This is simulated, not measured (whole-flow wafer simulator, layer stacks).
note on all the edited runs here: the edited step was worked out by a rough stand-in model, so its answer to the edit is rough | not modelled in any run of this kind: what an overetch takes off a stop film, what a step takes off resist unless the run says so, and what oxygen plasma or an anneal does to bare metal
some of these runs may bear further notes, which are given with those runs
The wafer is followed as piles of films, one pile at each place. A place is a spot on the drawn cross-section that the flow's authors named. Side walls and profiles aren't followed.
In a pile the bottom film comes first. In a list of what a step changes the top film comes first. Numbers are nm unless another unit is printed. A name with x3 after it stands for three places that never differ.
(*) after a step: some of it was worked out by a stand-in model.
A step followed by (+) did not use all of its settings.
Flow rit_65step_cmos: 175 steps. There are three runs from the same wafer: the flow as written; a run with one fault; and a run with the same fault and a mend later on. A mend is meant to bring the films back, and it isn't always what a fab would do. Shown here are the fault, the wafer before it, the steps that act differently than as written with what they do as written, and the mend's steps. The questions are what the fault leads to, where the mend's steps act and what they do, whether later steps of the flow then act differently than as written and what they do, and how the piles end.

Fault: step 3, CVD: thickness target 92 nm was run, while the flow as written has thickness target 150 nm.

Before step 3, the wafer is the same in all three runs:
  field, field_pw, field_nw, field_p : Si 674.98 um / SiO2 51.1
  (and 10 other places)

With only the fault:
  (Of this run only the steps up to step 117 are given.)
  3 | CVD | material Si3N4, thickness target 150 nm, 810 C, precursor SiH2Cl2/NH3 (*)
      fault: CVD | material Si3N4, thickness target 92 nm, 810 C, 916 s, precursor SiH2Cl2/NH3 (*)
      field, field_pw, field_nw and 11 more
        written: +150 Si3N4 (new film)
        fault: +92 Si3N4 (new film)
  Later steps of the flow acting differently than as written (not shown: 36 more steps that differ only slightly, by at most 2% or 0.5 nm, whichever is larger):
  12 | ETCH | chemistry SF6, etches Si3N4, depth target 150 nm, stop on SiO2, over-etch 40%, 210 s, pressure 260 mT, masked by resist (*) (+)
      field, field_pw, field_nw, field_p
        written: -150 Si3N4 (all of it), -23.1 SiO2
        fault: -92 Si3N4 (all of it), -45.4 SiO2
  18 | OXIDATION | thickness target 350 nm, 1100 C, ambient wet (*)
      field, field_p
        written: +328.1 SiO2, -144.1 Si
        fault: +346.4 SiO2, -152.1 Si
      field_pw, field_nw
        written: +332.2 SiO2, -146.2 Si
        fault: +349.3 SiO2, -153.7 Si
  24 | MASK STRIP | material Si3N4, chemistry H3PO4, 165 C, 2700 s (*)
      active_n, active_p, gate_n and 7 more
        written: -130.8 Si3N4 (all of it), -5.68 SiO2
        fault: -72.8 Si3N4 (all of it), -7.89 SiO2
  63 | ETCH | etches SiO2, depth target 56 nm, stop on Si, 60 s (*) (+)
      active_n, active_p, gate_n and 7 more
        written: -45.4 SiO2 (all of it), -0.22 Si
        fault: -43.2 SiO2 (all of it), -0.26 Si
  The piles after step 117 are only slightly different from the flow's at the places that both follow, by no more than 2% or 0.5 nm, whichever is larger.

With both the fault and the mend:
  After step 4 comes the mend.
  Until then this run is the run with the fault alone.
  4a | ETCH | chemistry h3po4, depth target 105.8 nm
      field, field_pw, field_nw and 11 more
        -92 Si3N4 (all of it)
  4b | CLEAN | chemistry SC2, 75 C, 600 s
      alters no film at any place that is followed
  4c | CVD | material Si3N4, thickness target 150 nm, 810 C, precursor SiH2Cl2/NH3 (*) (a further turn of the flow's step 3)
      field, field_pw, field_nw and 11 more
        +150 Si3N4 (new film)
  None of the later steps of the flow acts differently than as written at any place that is followed.
  The piles end the same as the flow's at every place that both follow.
